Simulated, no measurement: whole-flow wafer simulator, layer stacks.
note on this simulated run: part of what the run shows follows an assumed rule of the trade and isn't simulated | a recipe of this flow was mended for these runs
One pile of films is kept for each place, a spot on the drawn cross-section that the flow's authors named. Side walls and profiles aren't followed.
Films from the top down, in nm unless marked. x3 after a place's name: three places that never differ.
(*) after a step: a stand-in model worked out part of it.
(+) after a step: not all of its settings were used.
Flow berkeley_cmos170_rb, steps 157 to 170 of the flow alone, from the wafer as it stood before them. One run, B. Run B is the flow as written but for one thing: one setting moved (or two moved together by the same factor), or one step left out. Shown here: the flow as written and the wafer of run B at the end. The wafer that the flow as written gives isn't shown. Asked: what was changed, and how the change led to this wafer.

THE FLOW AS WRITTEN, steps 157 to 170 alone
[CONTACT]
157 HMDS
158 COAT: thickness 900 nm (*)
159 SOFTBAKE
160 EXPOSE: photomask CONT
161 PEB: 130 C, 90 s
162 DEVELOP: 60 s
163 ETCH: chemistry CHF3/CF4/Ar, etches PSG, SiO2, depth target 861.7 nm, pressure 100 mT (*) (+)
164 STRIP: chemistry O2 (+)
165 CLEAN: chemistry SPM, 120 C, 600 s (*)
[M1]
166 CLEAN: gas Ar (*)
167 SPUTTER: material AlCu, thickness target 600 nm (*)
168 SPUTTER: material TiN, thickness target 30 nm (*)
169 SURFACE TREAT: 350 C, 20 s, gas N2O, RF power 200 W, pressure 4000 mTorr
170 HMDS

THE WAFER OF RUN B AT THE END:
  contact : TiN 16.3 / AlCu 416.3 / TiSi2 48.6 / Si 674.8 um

The cause: step 163, ETCH: depth target 799.6 nm was run, where the flow has depth target 861.7 nm.

How the change led to this, step by step:
  163 ETCH: chemistry CHF3/CF4/Ar, etches PSG, SiO2, depth target 861.7 nm, pressure 100 mT (*) (+)
      field, sd_n, spacer_n, gate, sd_p, spacer_p, gate_p, m1: KrF-resist -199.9 (as written it would be: KrF-resist -215.4)
      contact: PSG -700 (all of it), TiSi2 -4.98 (as written it would be: PSG -700 (all of it), TiSi2 -8.08)
  164 STRIP: chemistry O2 (+)
      field: KrF-resist -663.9 (all of it) (as written it would be: KrF-resist -648.4 (all of it))
      spacer_n: KrF-resist -613.8 (all of it) (as written it would be: KrF-resist -598.3 (all of it))
      (and at 3 more places)
